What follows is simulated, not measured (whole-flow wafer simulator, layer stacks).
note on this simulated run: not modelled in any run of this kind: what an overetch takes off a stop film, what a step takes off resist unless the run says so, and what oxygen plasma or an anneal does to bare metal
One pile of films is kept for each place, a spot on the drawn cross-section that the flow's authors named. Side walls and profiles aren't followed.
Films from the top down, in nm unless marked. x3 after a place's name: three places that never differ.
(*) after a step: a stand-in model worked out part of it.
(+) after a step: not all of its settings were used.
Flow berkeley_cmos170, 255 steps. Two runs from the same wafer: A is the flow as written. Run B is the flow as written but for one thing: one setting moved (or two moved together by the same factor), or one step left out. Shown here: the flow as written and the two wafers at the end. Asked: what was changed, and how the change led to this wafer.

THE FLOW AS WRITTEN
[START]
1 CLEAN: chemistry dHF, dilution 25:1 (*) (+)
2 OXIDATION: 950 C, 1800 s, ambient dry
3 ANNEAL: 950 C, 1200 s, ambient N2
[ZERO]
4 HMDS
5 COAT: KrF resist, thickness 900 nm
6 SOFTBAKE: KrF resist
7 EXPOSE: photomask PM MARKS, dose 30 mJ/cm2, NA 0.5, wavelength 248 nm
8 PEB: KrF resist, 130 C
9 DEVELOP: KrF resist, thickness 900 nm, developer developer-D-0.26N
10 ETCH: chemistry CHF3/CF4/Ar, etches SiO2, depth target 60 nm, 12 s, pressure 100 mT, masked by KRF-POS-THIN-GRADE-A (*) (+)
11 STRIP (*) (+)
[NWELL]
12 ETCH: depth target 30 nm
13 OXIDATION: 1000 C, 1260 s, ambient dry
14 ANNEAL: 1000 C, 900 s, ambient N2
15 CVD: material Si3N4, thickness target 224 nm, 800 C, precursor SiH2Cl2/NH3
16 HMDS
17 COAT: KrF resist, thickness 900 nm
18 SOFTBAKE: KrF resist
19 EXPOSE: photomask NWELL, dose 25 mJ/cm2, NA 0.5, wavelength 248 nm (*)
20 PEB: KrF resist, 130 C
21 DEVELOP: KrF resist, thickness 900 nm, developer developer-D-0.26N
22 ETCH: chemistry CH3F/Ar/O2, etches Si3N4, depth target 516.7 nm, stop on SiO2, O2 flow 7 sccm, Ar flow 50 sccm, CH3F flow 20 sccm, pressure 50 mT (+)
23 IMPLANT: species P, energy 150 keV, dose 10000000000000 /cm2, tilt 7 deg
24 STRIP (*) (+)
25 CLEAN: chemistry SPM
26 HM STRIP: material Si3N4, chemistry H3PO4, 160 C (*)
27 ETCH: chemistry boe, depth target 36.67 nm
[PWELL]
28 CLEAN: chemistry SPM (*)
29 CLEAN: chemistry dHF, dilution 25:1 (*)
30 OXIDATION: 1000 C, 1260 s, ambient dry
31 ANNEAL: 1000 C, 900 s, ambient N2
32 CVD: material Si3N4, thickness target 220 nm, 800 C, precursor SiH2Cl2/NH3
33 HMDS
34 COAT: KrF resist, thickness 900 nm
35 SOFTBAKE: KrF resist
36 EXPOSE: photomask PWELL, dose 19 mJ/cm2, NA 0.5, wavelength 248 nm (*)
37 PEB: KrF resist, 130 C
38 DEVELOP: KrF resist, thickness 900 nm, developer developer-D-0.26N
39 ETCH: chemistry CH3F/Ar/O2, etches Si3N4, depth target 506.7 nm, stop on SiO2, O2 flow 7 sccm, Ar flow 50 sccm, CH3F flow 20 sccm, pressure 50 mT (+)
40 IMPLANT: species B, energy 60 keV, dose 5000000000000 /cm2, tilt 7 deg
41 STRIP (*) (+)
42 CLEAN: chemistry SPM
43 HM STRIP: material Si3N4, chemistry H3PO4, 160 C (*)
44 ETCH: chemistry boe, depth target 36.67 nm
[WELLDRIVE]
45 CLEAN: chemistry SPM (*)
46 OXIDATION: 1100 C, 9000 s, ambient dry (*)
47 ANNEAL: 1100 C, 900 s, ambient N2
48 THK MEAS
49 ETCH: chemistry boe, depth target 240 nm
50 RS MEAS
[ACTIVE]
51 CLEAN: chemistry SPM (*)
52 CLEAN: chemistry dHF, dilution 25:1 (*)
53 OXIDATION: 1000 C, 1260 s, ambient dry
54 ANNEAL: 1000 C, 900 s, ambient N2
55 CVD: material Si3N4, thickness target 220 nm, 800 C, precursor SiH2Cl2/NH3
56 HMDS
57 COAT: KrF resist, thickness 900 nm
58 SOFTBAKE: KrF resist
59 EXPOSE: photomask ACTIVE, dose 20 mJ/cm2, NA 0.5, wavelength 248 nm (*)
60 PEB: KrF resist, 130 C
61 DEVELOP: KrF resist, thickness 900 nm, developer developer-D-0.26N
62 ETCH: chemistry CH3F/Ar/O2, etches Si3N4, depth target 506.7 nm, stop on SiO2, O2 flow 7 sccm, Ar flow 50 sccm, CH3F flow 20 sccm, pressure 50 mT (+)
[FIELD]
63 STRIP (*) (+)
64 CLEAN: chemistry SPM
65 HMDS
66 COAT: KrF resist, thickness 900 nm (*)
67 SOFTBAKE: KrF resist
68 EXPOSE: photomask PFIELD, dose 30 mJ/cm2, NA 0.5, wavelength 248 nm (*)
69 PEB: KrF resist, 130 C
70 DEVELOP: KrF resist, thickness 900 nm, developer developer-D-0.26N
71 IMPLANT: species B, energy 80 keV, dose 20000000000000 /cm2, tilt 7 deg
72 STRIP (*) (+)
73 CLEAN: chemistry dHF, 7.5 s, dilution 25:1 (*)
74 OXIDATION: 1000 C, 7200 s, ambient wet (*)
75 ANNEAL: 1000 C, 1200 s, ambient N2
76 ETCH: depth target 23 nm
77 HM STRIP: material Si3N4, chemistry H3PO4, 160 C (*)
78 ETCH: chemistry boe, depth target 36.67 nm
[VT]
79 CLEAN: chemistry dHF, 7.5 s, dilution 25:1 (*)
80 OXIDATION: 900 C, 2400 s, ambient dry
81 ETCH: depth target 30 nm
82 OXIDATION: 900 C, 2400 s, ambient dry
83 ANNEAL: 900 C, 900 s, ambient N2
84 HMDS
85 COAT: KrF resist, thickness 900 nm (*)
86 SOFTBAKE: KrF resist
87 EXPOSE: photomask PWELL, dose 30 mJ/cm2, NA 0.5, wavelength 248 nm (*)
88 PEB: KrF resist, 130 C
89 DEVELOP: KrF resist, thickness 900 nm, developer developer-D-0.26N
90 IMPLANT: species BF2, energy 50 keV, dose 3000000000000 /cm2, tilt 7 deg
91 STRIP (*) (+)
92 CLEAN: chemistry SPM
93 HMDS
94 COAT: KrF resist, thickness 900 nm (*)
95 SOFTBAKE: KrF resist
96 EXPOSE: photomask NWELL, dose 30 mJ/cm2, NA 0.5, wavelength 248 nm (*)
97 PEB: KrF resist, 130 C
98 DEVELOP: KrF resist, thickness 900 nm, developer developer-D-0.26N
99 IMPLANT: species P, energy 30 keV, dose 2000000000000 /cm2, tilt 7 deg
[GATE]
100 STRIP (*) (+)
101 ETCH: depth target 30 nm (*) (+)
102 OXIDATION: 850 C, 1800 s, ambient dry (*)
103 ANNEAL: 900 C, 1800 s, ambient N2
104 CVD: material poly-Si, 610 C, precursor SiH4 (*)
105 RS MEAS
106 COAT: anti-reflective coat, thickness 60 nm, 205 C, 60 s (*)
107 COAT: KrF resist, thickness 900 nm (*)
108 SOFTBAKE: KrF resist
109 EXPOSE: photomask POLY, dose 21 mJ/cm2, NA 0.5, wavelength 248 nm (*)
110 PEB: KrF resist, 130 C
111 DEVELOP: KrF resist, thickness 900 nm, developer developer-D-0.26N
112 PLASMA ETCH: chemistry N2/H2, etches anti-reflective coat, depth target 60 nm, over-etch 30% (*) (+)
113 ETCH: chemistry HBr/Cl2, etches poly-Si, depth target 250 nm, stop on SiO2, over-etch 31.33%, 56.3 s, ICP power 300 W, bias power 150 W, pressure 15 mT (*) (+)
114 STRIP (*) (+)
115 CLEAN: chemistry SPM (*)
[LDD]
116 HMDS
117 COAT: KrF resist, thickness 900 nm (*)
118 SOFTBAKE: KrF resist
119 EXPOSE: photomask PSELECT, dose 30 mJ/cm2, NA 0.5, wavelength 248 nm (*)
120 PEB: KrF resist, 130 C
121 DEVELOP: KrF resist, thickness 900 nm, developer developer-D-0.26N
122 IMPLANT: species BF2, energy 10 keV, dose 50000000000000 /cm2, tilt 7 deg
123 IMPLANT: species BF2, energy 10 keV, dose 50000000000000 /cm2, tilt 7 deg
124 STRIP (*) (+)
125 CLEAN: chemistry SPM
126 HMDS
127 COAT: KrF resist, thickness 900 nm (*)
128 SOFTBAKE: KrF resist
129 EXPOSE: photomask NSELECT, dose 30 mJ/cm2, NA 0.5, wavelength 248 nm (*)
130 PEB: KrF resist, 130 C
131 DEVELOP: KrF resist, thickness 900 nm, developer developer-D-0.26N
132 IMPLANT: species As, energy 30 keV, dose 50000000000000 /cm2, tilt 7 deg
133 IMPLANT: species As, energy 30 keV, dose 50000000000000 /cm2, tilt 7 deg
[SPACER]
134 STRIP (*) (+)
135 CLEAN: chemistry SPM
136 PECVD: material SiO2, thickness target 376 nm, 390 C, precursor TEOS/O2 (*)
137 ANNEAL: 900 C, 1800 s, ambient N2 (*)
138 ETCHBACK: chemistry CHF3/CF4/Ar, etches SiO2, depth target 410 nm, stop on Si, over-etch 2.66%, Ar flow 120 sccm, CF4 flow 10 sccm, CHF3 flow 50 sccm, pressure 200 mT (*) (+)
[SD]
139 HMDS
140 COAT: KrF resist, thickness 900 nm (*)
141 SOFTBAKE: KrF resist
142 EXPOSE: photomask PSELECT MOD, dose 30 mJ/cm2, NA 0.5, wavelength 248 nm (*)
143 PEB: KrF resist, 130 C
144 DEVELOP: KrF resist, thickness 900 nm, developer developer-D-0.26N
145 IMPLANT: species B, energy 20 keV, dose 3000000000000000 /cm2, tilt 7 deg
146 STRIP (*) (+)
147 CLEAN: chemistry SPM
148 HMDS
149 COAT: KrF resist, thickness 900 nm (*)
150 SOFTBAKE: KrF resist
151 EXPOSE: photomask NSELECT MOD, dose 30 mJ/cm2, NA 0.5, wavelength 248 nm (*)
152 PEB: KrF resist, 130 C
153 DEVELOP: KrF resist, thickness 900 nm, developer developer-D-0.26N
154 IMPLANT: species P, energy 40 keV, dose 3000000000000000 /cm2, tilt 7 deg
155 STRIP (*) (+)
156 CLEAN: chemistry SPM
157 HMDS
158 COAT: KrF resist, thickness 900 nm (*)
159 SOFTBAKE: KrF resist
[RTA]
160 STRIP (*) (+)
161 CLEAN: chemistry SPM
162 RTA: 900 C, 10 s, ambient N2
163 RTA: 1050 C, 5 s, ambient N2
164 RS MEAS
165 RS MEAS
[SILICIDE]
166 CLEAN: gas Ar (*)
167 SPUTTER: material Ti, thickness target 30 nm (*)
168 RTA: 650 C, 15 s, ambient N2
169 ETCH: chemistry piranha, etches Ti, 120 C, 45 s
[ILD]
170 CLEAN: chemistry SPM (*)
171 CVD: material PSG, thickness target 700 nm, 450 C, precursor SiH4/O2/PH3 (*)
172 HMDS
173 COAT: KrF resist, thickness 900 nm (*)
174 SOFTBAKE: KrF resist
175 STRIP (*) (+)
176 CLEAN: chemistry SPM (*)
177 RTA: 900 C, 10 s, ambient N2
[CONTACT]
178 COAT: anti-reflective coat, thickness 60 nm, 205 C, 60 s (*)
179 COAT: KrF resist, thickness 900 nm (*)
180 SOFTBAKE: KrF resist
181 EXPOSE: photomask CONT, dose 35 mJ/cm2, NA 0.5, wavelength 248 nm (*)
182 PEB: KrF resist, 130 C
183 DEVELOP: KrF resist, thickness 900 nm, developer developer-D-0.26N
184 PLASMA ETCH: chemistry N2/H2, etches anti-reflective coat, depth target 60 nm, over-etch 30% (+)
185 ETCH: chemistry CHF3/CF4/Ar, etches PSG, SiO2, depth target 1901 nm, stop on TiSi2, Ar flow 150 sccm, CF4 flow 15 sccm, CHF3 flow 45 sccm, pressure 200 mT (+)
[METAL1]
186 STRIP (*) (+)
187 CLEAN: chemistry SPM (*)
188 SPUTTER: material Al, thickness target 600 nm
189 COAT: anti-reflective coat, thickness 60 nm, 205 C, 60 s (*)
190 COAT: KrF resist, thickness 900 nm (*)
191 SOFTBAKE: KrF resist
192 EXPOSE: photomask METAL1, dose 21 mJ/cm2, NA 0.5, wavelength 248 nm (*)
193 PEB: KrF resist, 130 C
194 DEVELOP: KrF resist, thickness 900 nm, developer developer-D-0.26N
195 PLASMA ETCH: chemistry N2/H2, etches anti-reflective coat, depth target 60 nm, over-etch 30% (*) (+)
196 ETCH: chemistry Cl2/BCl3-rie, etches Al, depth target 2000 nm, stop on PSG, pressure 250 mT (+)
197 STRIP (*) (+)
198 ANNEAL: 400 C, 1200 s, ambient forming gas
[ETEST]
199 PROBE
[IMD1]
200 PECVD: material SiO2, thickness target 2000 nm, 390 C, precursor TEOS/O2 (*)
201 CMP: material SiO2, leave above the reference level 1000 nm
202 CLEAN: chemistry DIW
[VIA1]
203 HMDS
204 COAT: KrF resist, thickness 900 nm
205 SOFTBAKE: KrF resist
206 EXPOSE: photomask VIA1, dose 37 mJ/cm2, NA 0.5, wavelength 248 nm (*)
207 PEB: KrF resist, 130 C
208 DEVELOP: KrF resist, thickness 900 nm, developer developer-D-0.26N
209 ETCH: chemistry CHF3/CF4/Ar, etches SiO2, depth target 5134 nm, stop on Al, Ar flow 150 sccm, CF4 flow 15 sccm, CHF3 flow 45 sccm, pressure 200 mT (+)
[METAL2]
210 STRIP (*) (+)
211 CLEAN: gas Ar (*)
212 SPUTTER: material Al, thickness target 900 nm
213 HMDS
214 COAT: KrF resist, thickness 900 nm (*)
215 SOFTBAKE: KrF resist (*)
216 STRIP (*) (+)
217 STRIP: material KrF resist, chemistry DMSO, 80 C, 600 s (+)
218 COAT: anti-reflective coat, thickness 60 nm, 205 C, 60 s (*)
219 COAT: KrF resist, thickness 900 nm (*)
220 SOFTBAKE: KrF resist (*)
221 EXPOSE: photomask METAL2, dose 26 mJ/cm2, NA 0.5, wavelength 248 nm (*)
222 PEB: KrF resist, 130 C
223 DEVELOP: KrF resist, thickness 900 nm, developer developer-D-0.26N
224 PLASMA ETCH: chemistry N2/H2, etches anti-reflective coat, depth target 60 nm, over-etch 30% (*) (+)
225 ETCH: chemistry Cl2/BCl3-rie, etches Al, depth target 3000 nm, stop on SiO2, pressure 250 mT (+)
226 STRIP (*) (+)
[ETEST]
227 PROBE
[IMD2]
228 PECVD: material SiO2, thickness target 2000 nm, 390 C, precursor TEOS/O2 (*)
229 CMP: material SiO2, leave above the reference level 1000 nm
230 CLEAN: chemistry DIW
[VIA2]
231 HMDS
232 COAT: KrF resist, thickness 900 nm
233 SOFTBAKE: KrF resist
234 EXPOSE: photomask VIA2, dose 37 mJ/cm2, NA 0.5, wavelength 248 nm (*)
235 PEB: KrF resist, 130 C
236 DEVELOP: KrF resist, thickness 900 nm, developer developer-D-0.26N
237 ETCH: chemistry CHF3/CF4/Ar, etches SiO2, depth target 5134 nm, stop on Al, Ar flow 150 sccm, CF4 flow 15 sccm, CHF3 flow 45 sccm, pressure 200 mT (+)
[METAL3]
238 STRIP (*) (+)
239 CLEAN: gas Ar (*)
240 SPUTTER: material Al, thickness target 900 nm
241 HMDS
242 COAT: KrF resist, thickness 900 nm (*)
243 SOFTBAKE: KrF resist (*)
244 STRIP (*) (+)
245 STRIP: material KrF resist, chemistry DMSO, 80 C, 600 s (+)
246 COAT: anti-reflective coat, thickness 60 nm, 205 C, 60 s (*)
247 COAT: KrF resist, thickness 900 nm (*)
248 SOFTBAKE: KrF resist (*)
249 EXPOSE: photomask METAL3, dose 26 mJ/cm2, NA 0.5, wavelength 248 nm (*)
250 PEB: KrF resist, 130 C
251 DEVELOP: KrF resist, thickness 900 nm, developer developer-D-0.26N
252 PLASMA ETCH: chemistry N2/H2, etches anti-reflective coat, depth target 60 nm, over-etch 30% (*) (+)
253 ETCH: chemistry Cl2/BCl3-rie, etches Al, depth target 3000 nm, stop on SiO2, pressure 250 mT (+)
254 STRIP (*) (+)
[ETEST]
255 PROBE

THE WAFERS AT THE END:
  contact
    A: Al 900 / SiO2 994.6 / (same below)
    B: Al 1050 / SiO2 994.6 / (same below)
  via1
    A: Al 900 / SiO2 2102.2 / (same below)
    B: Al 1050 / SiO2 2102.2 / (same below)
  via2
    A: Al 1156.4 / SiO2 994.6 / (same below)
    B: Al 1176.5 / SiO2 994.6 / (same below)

The cause: step 240, SPUTTER: thickness target 1050 nm was run, where the flow has thickness target 900 nm.
It can be read off the wafer: contact has Al 1050, and step 240 as written asks for 900 nm.

How the change led to this, step by step:
  240 SPUTTER: material Al, thickness target 900 nm
      field, sd_n, spacer_n and 8 more: A Al +900 (new film) | B Al +1050 (new film)
      via2: A Al +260 | B Al +280.1
  242 COAT: KrF resist, thickness 900 nm (*)
      via2: A KrF resist +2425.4 (new film) | B KrF resist +2549.5 (new film)
  244 STRIP (*) (+)
      via2: A KrF resist -2425.4 (all of it) | B KrF resist -2549.5 (all of it)
  246 COAT: anti-reflective coat, thickness 60 nm, 205 C, 60 s (*)
      via2: A anti-reflective coat +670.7 (new film) | B anti-reflective coat +732.6 (new film)
  247 COAT: KrF resist, thickness 900 nm (*)
      m1: A KrF resist +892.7 (new film) | B KrF resist +868 (new film)
      m2: A KrF resist +897.3 (new film) | B KrF resist +858 (new film)
  253 ETCH: chemistry Cl2/BCl3-rie, etches Al, depth target 3000 nm, stop on SiO2, pressure 250 mT (+)
      field, sd_n, spacer_n, gate_n, sd_p, spacer_p, gate_p: A Al -900 (all of it), SiO2 -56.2 | B Al -1050 (all of it), SiO2 -56.2
      contact, m1, via1, m2, via2: A KrF resist -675 | B KrF resist -750
  254 STRIP (*) (+)
      contact: A KrF resist -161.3 (all of it), anti-reflective coat -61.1 (all of it) | B KrF resist -85.3 (all of it), anti-reflective coat -61.1 (all of it)
      m1: A KrF resist -158.8 (all of it), anti-reflective coat -41 (all of it) | B KrF resist -59.2 (all of it), anti-reflective coat -41 (all of it)
      (and at 3 more places)
